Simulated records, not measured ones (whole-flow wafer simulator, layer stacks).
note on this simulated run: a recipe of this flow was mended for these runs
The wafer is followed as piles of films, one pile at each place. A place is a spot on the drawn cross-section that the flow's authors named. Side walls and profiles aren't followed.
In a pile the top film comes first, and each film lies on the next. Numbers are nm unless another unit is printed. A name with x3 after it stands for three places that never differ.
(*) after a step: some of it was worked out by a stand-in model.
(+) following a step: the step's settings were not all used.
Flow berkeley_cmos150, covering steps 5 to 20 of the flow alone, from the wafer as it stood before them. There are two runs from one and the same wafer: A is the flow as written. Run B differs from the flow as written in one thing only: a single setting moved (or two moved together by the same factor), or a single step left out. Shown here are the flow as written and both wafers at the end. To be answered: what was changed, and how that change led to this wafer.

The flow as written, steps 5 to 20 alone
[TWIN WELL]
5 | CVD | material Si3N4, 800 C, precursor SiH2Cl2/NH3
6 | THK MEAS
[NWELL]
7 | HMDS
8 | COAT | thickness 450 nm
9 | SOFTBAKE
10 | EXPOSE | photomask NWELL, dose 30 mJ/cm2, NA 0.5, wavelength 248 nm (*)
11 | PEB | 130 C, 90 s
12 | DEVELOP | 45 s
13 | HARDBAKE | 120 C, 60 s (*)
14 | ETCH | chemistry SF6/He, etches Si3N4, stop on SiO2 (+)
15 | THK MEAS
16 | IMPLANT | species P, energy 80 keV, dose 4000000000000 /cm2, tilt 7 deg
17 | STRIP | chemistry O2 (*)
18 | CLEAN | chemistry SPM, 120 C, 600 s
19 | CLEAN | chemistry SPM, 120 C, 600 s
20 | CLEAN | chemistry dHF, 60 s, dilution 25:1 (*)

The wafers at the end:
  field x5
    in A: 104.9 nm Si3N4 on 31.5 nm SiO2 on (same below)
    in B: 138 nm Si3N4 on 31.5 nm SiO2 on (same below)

The reason: step 5, CVD: 832 C was run, while the flow as written has 800 C.

How this came from the change, step by step:
  5 | CVD | material Si3N4, 800 C, precursor SiH2Cl2/NH3
      field x5, field_p x3: A Si3N4 gains 106 (new film) | B Si3N4 gains 139.2 (new film)
  14 | ETCH | chemistry SF6/He, etches Si3N4, stop on SiO2 (+)
      field x5: A KrF-resist loses 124 | B KrF-resist loses 160
      field_p x3: A Si3N4 loses 106 (all of it), SiO2 loses 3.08 | B Si3N4 loses 139.2 (all of it), SiO2 loses 3.08
  17 | STRIP | chemistry O2 (*)
      field x5: A KrF-resist loses 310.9 (all of it) | B KrF-resist loses 274.9 (all of it)
